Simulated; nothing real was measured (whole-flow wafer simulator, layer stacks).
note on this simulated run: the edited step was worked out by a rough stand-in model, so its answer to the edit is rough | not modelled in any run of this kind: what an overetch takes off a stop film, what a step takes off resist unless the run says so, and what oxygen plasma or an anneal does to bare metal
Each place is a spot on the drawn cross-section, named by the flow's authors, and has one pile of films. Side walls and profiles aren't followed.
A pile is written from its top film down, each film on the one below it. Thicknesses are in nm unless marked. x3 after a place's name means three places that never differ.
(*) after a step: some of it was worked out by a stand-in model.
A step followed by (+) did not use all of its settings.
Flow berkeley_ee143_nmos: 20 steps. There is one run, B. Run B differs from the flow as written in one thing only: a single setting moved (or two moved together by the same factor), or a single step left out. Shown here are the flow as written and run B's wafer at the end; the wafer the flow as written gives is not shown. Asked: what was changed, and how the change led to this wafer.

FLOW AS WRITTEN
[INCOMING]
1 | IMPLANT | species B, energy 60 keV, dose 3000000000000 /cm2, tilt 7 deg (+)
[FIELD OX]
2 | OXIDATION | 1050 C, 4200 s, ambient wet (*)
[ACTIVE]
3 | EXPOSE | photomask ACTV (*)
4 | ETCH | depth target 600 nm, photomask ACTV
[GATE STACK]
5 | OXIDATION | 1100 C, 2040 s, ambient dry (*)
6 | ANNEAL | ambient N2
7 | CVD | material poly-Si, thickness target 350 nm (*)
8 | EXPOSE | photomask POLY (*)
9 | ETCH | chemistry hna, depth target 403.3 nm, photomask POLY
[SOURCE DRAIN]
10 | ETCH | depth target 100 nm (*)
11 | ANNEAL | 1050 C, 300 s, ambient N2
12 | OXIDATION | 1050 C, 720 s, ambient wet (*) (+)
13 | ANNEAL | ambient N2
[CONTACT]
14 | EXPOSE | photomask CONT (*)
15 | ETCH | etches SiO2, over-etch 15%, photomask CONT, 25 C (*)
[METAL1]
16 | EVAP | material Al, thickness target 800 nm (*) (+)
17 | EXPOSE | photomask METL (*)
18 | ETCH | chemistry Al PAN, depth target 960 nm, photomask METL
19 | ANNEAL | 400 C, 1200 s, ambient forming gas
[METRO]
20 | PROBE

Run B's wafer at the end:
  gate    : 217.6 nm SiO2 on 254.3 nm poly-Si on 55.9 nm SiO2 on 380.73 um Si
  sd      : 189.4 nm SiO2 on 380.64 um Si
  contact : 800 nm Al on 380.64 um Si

The reason: step 5, OXIDATION: 1122 s was run, while the flow as written has 2040 s.

Step by step, how the change led to this:
  5 | OXIDATION | 1100 C, 2040 s, ambient dry (*)
      gate, sd, contact: SiO2 gains 55.9 (new film), Si loses 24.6 (in the flow as written it would be: SiO2 gains 79.7 (new film), Si loses 35.1)
      field: SiO2 gains 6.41, Si loses 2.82 (in the flow as written it would be: SiO2 gains 11.6, Si loses 5.1)
  10 | ETCH | depth target 100 nm (*)
      sd, contact: SiO2 loses 55.9 (all of it) (in the flow as written it would be: SiO2 loses 79.7 (all of it))
